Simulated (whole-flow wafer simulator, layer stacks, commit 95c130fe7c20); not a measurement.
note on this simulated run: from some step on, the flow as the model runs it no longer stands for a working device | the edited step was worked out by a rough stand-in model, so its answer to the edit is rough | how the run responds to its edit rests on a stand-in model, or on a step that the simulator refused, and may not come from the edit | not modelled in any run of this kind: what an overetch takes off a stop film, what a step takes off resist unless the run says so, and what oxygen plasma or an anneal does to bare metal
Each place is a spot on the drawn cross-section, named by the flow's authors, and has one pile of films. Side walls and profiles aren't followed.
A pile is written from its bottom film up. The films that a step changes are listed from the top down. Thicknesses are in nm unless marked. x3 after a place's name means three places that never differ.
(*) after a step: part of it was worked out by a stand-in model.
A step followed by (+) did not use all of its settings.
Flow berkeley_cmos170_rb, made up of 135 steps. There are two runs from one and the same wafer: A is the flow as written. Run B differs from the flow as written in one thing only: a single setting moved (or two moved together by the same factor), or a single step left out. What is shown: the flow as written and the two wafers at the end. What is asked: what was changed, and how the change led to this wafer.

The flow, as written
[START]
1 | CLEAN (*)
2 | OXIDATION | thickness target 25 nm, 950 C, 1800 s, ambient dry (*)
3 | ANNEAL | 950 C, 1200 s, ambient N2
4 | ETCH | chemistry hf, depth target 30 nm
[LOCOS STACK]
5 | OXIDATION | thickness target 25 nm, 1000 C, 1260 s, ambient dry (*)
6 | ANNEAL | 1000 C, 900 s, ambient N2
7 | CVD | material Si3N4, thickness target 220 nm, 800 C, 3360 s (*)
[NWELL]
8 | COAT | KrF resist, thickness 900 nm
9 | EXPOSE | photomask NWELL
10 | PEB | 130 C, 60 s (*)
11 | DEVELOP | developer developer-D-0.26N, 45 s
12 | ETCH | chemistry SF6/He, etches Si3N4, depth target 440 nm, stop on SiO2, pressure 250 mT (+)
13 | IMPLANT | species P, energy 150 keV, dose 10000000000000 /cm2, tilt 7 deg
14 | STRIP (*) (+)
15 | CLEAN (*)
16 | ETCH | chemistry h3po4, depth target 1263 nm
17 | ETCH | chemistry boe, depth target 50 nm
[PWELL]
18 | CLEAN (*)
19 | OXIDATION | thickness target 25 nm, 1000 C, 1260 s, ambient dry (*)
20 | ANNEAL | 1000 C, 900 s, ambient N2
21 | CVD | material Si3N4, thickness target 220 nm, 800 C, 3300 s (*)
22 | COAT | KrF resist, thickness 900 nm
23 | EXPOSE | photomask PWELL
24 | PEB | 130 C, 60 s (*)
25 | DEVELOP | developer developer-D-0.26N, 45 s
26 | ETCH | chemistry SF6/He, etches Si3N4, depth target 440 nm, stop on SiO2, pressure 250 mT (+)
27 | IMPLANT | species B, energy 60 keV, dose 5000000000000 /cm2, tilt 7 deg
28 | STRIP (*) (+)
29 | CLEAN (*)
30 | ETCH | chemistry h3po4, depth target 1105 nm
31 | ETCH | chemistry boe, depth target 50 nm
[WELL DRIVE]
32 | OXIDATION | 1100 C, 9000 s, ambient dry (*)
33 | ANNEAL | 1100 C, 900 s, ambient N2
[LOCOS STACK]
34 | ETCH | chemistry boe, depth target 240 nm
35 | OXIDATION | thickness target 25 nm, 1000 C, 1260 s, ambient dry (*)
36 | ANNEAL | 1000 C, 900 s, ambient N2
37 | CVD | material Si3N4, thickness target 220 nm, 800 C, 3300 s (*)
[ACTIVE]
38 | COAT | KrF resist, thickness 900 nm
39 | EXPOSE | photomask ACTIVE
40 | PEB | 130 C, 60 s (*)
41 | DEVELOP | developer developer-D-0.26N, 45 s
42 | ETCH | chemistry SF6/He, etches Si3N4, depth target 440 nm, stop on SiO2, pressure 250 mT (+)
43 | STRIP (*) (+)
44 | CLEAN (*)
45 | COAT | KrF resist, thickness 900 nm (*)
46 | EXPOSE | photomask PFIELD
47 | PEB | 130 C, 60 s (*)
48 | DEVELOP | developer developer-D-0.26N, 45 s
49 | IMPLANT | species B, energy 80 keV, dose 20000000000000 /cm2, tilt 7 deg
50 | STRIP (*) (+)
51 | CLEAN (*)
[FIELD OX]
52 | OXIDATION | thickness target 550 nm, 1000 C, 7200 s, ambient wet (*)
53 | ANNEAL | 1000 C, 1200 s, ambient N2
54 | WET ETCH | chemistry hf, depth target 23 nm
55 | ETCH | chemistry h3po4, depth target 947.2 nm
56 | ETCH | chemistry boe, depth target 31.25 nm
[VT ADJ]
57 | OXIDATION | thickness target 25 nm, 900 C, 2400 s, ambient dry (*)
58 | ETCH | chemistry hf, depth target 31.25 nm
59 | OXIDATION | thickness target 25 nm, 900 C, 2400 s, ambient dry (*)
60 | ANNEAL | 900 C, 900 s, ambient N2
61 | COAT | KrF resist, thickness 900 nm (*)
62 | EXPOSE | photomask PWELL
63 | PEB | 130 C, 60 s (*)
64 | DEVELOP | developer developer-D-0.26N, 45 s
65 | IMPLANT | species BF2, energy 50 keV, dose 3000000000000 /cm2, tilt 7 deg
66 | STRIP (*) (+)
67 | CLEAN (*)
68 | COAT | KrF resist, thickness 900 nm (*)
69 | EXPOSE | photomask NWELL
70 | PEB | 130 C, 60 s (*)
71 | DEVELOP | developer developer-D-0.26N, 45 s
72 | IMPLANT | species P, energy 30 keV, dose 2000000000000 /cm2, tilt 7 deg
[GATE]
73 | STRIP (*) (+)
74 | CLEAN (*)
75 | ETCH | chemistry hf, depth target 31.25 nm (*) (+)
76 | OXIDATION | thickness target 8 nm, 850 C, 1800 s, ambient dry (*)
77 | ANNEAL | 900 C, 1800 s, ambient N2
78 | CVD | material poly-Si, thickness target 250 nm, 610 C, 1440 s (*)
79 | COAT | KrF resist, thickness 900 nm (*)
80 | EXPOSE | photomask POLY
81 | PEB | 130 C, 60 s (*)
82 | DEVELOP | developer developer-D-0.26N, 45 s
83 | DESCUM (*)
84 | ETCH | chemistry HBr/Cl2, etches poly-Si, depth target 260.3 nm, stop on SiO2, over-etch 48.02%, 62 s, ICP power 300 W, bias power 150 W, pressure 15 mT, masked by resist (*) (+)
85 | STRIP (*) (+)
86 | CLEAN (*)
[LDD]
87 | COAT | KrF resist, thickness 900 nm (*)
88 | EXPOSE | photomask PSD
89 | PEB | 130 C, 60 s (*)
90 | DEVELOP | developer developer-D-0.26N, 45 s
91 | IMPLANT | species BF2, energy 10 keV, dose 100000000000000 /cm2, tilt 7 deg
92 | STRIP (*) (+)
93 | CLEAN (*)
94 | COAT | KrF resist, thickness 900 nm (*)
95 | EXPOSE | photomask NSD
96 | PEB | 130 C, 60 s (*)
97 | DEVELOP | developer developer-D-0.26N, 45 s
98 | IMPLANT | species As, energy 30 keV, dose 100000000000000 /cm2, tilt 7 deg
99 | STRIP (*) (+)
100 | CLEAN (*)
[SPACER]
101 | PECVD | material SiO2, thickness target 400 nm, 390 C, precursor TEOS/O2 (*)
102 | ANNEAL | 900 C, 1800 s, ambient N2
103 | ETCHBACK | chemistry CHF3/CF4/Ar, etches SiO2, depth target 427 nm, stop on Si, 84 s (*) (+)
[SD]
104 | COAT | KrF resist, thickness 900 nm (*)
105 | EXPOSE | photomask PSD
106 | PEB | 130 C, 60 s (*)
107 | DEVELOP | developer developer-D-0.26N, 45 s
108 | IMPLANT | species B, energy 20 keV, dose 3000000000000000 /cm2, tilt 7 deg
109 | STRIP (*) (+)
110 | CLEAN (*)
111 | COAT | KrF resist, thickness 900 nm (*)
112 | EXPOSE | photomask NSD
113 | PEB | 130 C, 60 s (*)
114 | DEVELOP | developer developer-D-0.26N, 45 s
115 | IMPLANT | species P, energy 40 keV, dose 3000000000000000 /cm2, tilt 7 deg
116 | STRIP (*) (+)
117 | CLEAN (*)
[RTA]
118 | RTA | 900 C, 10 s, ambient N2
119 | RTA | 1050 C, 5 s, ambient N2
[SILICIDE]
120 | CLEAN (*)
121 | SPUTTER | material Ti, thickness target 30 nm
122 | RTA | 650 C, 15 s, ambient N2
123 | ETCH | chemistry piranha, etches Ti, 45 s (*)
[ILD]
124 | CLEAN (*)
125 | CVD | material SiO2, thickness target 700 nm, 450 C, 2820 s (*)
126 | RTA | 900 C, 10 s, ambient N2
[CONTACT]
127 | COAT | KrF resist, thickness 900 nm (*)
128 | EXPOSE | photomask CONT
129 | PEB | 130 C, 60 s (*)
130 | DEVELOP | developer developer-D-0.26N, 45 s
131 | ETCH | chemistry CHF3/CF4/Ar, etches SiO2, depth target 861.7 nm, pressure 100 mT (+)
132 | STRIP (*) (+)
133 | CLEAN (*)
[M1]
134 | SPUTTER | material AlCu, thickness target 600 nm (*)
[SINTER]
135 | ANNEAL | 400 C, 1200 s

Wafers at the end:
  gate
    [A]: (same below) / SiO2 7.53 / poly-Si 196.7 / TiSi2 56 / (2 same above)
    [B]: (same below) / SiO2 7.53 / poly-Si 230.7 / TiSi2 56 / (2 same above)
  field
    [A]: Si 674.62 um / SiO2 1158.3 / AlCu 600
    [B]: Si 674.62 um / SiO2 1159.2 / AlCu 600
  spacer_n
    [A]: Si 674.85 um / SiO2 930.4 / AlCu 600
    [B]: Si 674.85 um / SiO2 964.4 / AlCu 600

Cause: step 78, CVD: thickness target 284 nm was run, while the flow as written has thickness target 250 nm; step 78, CVD: 1637 s was run, where the flow has 1440 s.

How this came from the change, step by step:
  78 | CVD | material poly-Si, thickness target 250 nm, 610 C, 1440 s (*)
      field, sd_n, spacer_n and 6 more: A poly-Si gains 250 (new film) | B poly-Si gains 284 (new film)
  84 | ETCH | chemistry HBr/Cl2, etches poly-Si, depth target 260.3 nm, stop on SiO2, over-etch 48.02%, 62 s, ICP power 300 W, bias power 150 W, pressure 15 mT, masked by resist (*) (+)
      field, sd_n, spacer_n, sd_p, spacer_p, contact, m1: A poly-Si loses 250 (all of it), SiO2 loses 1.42 | B poly-Si loses 284 (all of it), SiO2 loses 0.51
  87 | COAT | KrF resist, thickness 900 nm (*)
      gate: A KrF resist gains 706 (new film) | B KrF resist gains 679.9 (new film)
      gate_p: A KrF resist gains 706.3 (new film) | B KrF resist gains 680.3 (new film)
  90 | DEVELOP | developer developer-D-0.26N, 45 s
      gate_p: A KrF resist loses 706.3 (all of it) | B KrF resist loses 680.3 (all of it)
  92 | STRIP (*) (+)
      gate: A KrF resist loses 691.8 (all of it) | B KrF resist loses 665.7 (all of it)
  94 | COAT | KrF resist, thickness 900 nm (*)
      gate: A KrF resist gains 706 (new film) | B KrF resist gains 679.9 (new film)
      gate_p: A KrF resist gains 706.3 (new film) | B KrF resist gains 680.3 (new film)
  97 | DEVELOP | developer developer-D-0.26N, 45 s
      gate: A KrF resist loses 706 (all of it) | B KrF resist loses 679.9 (all of it)
  99 | STRIP (*) (+)
      gate_p: A KrF resist loses 692.1 (all of it) | B KrF resist loses 666.1 (all of it)
  103 | ETCHBACK | chemistry CHF3/CF4/Ar, etches SiO2, depth target 427 nm, stop on Si, 84 s (*) (+)
      spacer_n, spacer_p: A SiO2 loses 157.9 | B SiO2 loses 124.8
  104 | COAT | KrF resist, thickness 900 nm (*)
      spacer_n: A KrF resist gains 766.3 (new film) | B KrF resist gains 742.5 (new film)
      gate: A KrF resist gains 742.1 (new film) | B KrF resist gains 718.9 (new film)
      (as well as at 2 more places)
  107 | DEVELOP | developer developer-D-0.26N, 45 s
      spacer_p: A KrF resist loses 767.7 (all of it) | B KrF resist loses 743.8 (all of it)
      gate_p: A KrF resist loses 743.2 (all of it) | B KrF resist loses 719.9 (all of it)
  109 | STRIP (*) (+)
      spacer_n: A KrF resist loses 752.1 (all of it) | B KrF resist loses 728.3 (all of it)
      gate: A KrF resist loses 727.9 (all of it) | B KrF resist loses 704.7 (all of it)
  111 | COAT | KrF resist, thickness 900 nm (*)
      spacer_n: A KrF resist gains 766.3 (new film) | B KrF resist gains 742.5 (new film)
      gate: A KrF resist gains 742.1 (new film) | B KrF resist gains 718.9 (new film)
      (as well as at 2 more places)
  114 | DEVELOP | developer developer-D-0.26N, 45 s
      spacer_n: A KrF resist loses 766.3 (all of it) | B KrF resist loses 742.5 (all of it)
      gate: A KrF resist loses 742.1 (all of it) | B KrF resist loses 718.9 (all of it)
  116 | STRIP (*) (+)
      spacer_p: A KrF resist loses 753.5 (all of it) | B KrF resist loses 729.6 (all of it)
      gate_p: A KrF resist loses 729 (all of it) | B KrF resist loses 705.7 (all of it)
  132 | STRIP (*) (+)
      spacer_n: A KrF resist loses 590.2 (all of it) | B KrF resist loses 574.7 (all of it)
      gate: A KrF resist loses 568.8 (all of it) | B KrF resist loses 555.6 (all of it)
      (as well as at 2 more places)
